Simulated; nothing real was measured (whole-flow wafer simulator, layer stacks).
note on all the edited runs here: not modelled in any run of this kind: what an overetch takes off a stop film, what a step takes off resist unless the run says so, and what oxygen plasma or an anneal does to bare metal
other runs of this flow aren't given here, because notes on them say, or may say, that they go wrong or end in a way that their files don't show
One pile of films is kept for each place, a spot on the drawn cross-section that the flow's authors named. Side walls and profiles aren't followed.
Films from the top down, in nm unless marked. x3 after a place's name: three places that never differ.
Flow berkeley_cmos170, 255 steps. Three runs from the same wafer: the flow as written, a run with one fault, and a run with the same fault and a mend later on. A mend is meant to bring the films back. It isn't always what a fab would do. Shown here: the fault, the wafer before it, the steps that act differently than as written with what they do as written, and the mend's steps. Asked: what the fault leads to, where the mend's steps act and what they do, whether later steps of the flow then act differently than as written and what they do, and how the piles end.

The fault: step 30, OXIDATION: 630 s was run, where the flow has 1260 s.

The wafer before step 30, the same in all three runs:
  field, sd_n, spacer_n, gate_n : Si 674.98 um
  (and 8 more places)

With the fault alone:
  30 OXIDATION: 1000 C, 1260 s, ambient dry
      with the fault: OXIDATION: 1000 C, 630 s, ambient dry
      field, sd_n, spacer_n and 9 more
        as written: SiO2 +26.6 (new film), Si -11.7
        with the fault: SiO2 +18.4 (new film), Si -8.08
  Later steps of the flow that act differently than as written:
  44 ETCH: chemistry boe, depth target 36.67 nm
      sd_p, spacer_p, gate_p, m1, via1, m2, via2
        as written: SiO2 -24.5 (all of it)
        with the fault: SiO2 -16.3 (all of it)
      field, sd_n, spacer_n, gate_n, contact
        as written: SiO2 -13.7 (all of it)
        with the fault: SiO2 -5.51 (all of it)
  At the end the piles differ from the flow's only slightly at the places that both follow, by at most 2% or 0.5 nm, whichever is larger.

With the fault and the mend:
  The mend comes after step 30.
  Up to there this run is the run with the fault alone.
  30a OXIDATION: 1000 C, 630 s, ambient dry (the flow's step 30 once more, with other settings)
      field, sd_n, spacer_n and 9 more
        SiO2 +8.19, Si -3.6
  No later step of the flow acts differently than as written at any place that is followed.
  At the end the piles are the same as the flow's at every place that both follow.
